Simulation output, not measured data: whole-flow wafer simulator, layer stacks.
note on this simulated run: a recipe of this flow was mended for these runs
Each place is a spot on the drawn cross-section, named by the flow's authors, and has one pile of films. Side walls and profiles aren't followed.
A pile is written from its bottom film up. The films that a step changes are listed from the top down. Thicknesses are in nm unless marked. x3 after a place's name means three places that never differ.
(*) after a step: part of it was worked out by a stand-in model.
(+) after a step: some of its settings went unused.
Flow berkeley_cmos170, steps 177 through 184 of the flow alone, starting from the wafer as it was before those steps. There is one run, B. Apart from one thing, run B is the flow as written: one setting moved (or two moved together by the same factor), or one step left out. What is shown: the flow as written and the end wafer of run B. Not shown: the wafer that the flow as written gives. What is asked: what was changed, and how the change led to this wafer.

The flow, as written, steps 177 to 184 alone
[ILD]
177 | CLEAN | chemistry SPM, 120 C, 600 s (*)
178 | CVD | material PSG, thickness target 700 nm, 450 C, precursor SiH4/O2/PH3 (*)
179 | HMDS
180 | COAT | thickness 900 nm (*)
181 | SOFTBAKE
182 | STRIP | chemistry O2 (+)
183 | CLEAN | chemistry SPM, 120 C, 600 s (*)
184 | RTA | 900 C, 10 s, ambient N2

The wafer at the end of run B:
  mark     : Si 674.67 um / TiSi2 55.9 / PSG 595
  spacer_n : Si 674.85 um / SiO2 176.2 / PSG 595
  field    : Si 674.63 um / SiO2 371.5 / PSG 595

What caused this: step 178, CVD: thickness target 595 nm was run, whereas the flow has thickness target 700 nm.
The wafer lets one read it off: mark has PSG 595, and step 178 as written asks for 700 nm.

How this came from the change, step by step:
  178 | CVD | material PSG, thickness target 700 nm, 450 C, precursor SiH4/O2/PH3 (*)
      field, mark, sd_n and 10 more: PSG gains 595 (new film) (it would be, as written: PSG gains 700 (new film))
